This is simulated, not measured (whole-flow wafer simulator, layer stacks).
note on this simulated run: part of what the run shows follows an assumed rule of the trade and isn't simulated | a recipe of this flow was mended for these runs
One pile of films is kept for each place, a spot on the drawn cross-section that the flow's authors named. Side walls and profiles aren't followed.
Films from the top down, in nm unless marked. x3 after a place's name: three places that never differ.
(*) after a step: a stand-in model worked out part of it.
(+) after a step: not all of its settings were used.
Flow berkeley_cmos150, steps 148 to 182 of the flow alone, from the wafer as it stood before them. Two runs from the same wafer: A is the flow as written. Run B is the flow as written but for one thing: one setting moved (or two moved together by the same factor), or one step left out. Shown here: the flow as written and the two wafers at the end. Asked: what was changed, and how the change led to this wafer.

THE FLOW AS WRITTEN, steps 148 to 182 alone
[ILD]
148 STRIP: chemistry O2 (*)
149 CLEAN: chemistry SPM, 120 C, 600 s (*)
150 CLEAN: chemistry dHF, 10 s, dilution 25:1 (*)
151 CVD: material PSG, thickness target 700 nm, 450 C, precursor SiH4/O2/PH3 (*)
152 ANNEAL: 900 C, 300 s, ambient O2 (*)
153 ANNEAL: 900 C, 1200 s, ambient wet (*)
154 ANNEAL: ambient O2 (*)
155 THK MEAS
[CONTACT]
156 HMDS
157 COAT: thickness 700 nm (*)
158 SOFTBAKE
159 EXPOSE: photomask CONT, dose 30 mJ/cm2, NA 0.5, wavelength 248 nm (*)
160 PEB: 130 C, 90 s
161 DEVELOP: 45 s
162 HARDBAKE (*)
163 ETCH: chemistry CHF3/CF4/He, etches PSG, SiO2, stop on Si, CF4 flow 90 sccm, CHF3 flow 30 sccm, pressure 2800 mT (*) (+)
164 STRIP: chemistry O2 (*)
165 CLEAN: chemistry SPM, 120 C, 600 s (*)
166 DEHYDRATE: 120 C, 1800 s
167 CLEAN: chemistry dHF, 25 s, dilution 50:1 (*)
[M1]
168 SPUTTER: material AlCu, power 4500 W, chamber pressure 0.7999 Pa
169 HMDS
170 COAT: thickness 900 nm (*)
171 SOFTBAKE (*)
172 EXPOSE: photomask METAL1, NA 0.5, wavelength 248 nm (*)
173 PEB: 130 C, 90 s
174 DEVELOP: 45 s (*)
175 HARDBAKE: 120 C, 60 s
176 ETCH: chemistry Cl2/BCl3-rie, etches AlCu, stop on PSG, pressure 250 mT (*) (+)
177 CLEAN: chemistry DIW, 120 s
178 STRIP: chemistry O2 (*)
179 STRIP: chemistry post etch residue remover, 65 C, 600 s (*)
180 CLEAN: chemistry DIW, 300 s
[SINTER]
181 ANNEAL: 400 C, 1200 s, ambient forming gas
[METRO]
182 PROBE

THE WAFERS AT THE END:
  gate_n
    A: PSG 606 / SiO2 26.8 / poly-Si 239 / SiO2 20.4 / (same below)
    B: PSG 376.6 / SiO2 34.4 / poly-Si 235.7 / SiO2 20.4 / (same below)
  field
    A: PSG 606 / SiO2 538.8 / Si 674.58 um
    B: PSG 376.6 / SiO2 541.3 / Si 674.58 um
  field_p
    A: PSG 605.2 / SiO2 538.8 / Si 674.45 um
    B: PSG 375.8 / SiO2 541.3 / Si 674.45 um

The cause: step 151, CVD: thickness target 448 nm was run, where the flow has thickness target 700 nm; step 167, CLEAN: 16 s was run, where the flow has 25 s.

How the change led to this, step by step:
  151 CVD: material PSG, thickness target 700 nm, 450 C, precursor SiH4/O2/PH3 (*)
      field, field_p, sd_n, gate_n, gate_p, contact, m1: A PSG +700 (new film) | B PSG +448 (new film)
      sd_p: A PSG +639.5 (new film) | B PSG +413.9 (new film)
  153 ANNEAL: 900 C, 1200 s, ambient wet (*)
      sd_n, contact, m1: A PSG -35, SiO2 +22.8, Si -10 | B PSG -22.4, SiO2 +28, Si -12.3
      field, field_p: A PSG -35, SiO2 +16.3, Si -7.15 | B PSG -22.4, SiO2 +18.8, Si -8.27
      (and at 3 more places)
  157 COAT: thickness 700 nm (*)
      sd_p: A KrF-resist +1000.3 (new film) | B KrF-resist +959.3 (new film)
  163 ETCH: chemistry CHF3/CF4/He, etches PSG, SiO2, stop on Si, CF4 flow 90 sccm, CHF3 flow 30 sccm, pressure 2800 mT (*) (+)
      field, field_p, sd_n, gate_n, sd_p, gate_p, m1: A KrF-resist -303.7 | B KrF-resist -220
      contact: A PSG -665 (all of it), SiO2 -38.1 (all of it), Si -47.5 | B PSG -425.6 (all of it), SiO2 -43.3 (all of it), Si -47.5
  164 STRIP: chemistry O2 (*)
      field: A KrF-resist -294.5 (all of it) | B KrF-resist -374.5 (all of it)
      field_p: A KrF-resist -397.1 (all of it) | B KrF-resist -474.3 (all of it)
      (and at 5 more places)
  167 CLEAN: chemistry dHF, 25 s, dilution 50:1 (*)
      field, field_p, sd_n, gate_n, sd_p, gate_p, m1: A PSG -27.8 | B PSG -17.8
  168 SPUTTER: material AlCu, power 4500 W, chamber pressure 0.7999 Pa
      sd_p: A AlCu +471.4 (new film) | B AlCu +485.9 (new film)
      contact: A AlCu +443.6 (new film) | B AlCu +498.1 (new film)
  170 COAT: thickness 900 nm (*)
      field: A thick-KrF-resist +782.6 (new film) | B thick-KrF-resist +799.2 (new film)
      sd_p: A thick-KrF-resist +1400.4 (new film) | B thick-KrF-resist +1363.1 (new film)
      (and at 2 more places)
  173 PEB: 130 C, 90 s
      contact: A thick-KrF-resist -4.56 | B thick-KrF-resist -3.9
  174 DEVELOP: 45 s (*)
      field: A thick-KrF-resist -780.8 (all of it), AlCu -10 | B thick-KrF-resist -797.3 (all of it), AlCu -10
      sd_p: A thick-KrF-resist -1396.9 (all of it), AlCu -10 | B thick-KrF-resist -1359.7 (all of it), AlCu -10
  175 HARDBAKE: 120 C, 60 s
      contact: A thick-KrF-resist -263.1 | B thick-KrF-resist -230.9
      m1: A thick-KrF-resist -148.2 | B thick-KrF-resist -151.8
  176 ETCH: chemistry Cl2/BCl3-rie, etches AlCu, stop on PSG, pressure 250 mT (*) (+)
      sd_p: A AlCu -461.4 (all of it), PSG -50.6 | B AlCu -475.9 (all of it), PSG -48.8
  178 STRIP: chemistry O2 (*)
      contact: A thick-KrF-resist -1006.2 (all of it) | B thick-KrF-resist -828.5 (all of it)
      m1: A thick-KrF-resist -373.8 (all of it) | B thick-KrF-resist -393.7 (all of it)
